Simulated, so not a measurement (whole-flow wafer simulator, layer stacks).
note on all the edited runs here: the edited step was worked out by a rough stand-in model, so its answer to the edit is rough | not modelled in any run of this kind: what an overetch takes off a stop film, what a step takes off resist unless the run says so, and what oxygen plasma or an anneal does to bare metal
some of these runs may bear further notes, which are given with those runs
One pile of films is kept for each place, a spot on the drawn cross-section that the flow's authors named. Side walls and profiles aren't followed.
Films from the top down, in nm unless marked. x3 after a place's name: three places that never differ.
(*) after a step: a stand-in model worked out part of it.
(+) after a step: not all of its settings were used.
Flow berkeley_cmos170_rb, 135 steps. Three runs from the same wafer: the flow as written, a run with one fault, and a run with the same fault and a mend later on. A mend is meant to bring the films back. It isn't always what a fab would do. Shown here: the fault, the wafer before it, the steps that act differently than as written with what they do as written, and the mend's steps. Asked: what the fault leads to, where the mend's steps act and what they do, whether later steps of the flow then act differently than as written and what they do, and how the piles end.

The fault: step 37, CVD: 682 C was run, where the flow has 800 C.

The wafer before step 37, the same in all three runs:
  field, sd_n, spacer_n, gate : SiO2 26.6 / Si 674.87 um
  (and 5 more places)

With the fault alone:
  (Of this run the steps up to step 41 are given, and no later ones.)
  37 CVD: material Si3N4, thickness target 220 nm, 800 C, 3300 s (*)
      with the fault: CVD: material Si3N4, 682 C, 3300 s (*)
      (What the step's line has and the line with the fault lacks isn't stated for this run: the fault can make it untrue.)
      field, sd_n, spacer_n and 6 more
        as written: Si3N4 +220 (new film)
        with the fault: Si3N4 +24 (new film)
  No later step of the flow up to step 41 acts differently than as written at any place that is followed.
  After step 41 the piles differ from the flow's by more than 2% or 0.5 nm, whichever is larger, at field, sd_n, spacer_n and 6 more.
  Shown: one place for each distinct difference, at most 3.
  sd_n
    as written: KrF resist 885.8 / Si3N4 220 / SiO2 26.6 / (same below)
    with the fault: KrF resist 885.8 / Si3N4 24 / SiO2 26.6 / (same below)
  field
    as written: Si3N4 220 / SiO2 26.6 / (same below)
    with the fault: Si3N4 24 / SiO2 26.6 / (same below)

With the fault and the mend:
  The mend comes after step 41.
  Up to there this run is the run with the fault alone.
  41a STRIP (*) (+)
      sd_n, spacer_n, gate, sd_p, spacer_p, gate_p, contact, m1
        KrF resist -885.8 (all of it)
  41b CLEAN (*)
      changes no film at any place that is followed
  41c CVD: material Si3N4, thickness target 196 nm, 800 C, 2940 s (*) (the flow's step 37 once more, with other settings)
      field, sd_n, spacer_n and 6 more
        Si3N4 +196
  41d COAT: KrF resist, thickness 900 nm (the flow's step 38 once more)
      field, sd_n, spacer_n and 6 more
        KrF resist +900 (new film)
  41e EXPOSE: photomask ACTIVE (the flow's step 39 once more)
      changes no film at any place that is followed
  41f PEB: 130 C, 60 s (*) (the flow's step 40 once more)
      changes no film at any place that is followed
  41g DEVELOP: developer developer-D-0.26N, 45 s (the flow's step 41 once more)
      sd_n, spacer_n, gate, sd_p, spacer_p, gate_p, contact, m1
        KrF resist -14.2
      field
        KrF resist -900 (all of it)
  No later step of the flow acts differently than as written at any place that is followed.
  At the end the piles are the same as the flow's at every place that both follow.
